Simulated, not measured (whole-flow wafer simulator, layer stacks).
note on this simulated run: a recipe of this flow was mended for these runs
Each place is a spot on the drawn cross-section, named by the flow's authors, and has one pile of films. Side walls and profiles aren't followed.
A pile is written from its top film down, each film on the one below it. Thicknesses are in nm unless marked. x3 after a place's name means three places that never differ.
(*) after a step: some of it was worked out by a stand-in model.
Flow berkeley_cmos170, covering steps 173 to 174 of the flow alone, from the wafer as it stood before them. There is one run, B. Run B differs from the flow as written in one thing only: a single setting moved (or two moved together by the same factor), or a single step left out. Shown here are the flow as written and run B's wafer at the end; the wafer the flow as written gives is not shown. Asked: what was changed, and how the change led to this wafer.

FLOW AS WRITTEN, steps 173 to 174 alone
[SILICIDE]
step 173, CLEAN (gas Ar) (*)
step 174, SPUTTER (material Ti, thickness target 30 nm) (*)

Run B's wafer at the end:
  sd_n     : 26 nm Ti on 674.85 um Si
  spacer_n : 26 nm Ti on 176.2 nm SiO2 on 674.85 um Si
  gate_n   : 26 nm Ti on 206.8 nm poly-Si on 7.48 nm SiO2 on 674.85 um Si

The reason: step 174, SPUTTER: thickness target 26 nm was run, though the flow has thickness target 30 nm.
One can read it off the wafer: sd_n has Ti 26, and step 174 as written asks for 30 nm.

Step by step, how the change led to this:
  step 174, SPUTTER (material Ti, thickness target 30 nm) (*)
      field, mark, sd_n and 10 more: +26 Ti (new film) (as written it would have been: +30 Ti (new film))
